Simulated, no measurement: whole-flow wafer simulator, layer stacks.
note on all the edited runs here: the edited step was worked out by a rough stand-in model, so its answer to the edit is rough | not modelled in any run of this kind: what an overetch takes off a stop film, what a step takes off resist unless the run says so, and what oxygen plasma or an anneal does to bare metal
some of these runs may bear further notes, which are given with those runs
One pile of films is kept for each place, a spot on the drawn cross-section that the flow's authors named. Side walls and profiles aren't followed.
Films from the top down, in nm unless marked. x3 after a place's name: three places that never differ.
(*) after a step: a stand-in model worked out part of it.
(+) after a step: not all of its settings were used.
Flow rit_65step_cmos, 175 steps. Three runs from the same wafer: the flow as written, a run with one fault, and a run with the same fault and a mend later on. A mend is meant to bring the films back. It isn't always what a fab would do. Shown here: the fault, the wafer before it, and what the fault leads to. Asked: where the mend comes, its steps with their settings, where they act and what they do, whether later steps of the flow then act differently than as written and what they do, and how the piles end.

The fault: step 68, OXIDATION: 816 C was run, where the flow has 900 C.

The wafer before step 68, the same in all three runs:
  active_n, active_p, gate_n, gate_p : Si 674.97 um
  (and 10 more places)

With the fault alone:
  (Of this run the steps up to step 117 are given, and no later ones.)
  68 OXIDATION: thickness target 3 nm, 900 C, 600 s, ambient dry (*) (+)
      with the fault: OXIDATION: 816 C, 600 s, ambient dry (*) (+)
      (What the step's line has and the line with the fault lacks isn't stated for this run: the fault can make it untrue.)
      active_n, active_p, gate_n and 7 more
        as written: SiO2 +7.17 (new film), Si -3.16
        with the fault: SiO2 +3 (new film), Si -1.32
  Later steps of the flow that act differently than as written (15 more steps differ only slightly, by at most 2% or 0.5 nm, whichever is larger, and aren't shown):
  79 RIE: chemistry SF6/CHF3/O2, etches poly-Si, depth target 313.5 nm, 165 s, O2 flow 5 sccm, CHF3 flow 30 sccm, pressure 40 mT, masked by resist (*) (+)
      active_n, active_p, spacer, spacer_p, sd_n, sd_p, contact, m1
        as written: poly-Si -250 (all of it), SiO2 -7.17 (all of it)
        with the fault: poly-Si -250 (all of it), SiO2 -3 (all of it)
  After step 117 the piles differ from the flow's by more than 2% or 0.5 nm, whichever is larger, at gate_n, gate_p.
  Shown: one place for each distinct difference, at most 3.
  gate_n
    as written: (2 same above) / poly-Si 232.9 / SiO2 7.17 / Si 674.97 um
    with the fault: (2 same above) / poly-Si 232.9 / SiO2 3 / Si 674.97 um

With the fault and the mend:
  The mend comes after step 69.
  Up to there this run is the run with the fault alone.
  69a OXIDATION: 900 C, 488.4 s, ambient dry (*) (+) (the flow's step 68 once more, with other settings)
      active_n, active_p, gate_n and 7 more
        SiO2 +4, Si -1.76
  No later step of the flow acts differently than as written, at any place that is followed, by more than 2% or 0.5 nm, whichever is larger.
  At the end the piles differ from the flow's only slightly at the places that both follow, by at most 2% or 0.5 nm, whichever is larger.
